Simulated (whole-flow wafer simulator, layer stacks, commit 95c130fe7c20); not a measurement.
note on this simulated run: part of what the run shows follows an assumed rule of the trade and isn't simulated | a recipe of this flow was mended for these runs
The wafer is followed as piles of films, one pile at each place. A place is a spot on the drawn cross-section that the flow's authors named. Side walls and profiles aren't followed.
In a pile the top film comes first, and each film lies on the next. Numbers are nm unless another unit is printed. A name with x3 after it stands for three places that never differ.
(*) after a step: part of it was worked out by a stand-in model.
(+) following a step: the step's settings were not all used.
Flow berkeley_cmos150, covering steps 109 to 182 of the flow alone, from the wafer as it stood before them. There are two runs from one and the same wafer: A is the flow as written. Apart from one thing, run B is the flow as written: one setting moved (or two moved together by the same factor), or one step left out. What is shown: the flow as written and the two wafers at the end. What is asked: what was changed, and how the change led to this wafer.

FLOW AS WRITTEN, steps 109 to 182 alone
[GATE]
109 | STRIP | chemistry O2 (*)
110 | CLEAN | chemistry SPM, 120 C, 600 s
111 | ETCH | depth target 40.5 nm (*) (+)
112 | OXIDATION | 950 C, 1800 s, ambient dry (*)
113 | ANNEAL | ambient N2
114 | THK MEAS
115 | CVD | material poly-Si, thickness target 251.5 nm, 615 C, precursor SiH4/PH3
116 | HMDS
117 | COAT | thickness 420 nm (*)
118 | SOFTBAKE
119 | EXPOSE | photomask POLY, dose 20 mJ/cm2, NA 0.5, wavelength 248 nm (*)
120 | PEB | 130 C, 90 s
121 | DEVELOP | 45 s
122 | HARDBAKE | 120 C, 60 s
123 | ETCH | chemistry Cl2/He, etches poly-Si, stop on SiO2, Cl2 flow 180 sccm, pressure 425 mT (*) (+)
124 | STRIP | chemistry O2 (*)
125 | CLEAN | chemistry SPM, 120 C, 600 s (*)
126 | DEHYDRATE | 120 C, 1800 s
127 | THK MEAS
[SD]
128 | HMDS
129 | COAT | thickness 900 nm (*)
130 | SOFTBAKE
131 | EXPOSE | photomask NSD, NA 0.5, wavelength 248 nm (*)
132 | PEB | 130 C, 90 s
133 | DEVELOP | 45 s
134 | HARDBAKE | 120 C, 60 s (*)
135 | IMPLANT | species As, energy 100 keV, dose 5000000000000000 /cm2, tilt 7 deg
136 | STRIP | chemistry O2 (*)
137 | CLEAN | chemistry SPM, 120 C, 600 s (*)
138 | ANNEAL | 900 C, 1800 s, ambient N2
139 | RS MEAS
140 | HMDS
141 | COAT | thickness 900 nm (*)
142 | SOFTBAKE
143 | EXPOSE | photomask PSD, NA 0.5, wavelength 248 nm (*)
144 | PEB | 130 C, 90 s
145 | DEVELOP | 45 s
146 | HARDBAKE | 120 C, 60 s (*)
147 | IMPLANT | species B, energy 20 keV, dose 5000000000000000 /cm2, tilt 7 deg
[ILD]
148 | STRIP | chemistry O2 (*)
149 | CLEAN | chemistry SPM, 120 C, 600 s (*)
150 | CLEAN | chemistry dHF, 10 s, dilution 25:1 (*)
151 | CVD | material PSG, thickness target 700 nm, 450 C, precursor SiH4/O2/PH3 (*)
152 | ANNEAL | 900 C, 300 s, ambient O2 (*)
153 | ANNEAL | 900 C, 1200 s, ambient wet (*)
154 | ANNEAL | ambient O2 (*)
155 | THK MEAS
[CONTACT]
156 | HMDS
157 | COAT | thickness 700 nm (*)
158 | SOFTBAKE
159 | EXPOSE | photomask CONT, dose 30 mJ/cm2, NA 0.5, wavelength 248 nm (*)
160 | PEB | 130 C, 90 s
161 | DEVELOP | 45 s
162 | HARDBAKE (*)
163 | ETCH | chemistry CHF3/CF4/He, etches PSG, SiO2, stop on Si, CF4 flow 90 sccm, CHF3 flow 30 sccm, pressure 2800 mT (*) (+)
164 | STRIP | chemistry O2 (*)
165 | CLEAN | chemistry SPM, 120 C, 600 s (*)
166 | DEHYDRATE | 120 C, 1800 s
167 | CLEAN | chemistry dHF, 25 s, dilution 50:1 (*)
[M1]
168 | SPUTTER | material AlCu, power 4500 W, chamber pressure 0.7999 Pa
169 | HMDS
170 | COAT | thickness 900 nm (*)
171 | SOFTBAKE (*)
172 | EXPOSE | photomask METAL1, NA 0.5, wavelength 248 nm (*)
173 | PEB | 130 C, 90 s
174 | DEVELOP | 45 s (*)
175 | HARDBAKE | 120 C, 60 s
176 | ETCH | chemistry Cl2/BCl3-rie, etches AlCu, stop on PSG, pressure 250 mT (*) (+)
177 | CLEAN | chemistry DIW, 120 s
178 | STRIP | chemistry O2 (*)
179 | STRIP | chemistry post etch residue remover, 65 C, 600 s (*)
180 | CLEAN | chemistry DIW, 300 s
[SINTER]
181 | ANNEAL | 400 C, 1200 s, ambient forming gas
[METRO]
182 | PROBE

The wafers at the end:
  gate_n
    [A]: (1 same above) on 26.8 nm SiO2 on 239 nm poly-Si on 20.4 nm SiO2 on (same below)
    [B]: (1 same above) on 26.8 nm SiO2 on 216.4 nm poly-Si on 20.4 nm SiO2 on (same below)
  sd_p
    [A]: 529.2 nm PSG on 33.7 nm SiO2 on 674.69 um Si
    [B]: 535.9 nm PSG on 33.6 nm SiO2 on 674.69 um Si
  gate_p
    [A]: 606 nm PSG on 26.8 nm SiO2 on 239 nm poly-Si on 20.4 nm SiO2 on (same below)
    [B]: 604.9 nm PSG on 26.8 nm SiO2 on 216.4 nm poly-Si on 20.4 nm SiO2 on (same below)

The reason: step 115, CVD: thickness target 228.9 nm was run, while the flow as written has thickness target 251.5 nm.

The path from the change to this, step by step:
  115 | CVD | material poly-Si, thickness target 251.5 nm, 615 C, precursor SiH4/PH3
      field, field_p, sd_n, gate_n, sd_p, gate_p, contact, m1: A poly-Si gains 251.5 (new film) | B poly-Si gains 228.9 (new film)
  123 | ETCH | chemistry Cl2/He, etches poly-Si, stop on SiO2, Cl2 flow 180 sccm, pressure 425 mT (*) (+)
      field, field_p, sd_n, sd_p, contact, m1: A poly-Si loses 251.5 (all of it), SiO2 loses 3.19 | B poly-Si loses 228.9 (all of it), SiO2 loses 3.19
      gate_n, gate_p: A KrF-resist loses 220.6 | B KrF-resist loses 204.5
  124 | STRIP | chemistry O2 (*)
      gate_n: A chemical SiO2 gains 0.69 (new film), KrF-resist loses 176.1 (all of it), poly-Si loses 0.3 | B chemical SiO2 gains 0.68 (new film), KrF-resist loses 191.5 (all of it), poly-Si loses 0.3
      gate_p: A chemical SiO2 gains 0.69 (new film), KrF-resist loses 213.2 (all of it), poly-Si loses 0.3 | B chemical SiO2 gains 0.68 (new film), KrF-resist loses 228.6 (all of it), poly-Si loses 0.3
  164 | STRIP | chemistry O2 (*)
      gate_n: A KrF-resist loses 331.2 (all of it) | B KrF-resist loses 341.1 (all of it)
      gate_p: A KrF-resist loses 375.7 (all of it) | B KrF-resist loses 385.5 (all of it)
  168 | SPUTTER | material AlCu, power 4500 W, chamber pressure 0.7999 Pa
      sd_p: A AlCu gains 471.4 (new film) | B AlCu gains 485.4 (new film)
  176 | ETCH | chemistry Cl2/BCl3-rie, etches AlCu, stop on PSG, pressure 250 mT (*) (+)
      sd_p: A AlCu loses 461.4 (all of it), PSG loses 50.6 | B AlCu loses 475.4 (all of it), PSG loses 48.8
      gate_p: A AlCu loses 616.1 (all of it), PSG loses 31.2 | B AlCu loses 607.8 (all of it), PSG loses 32.3
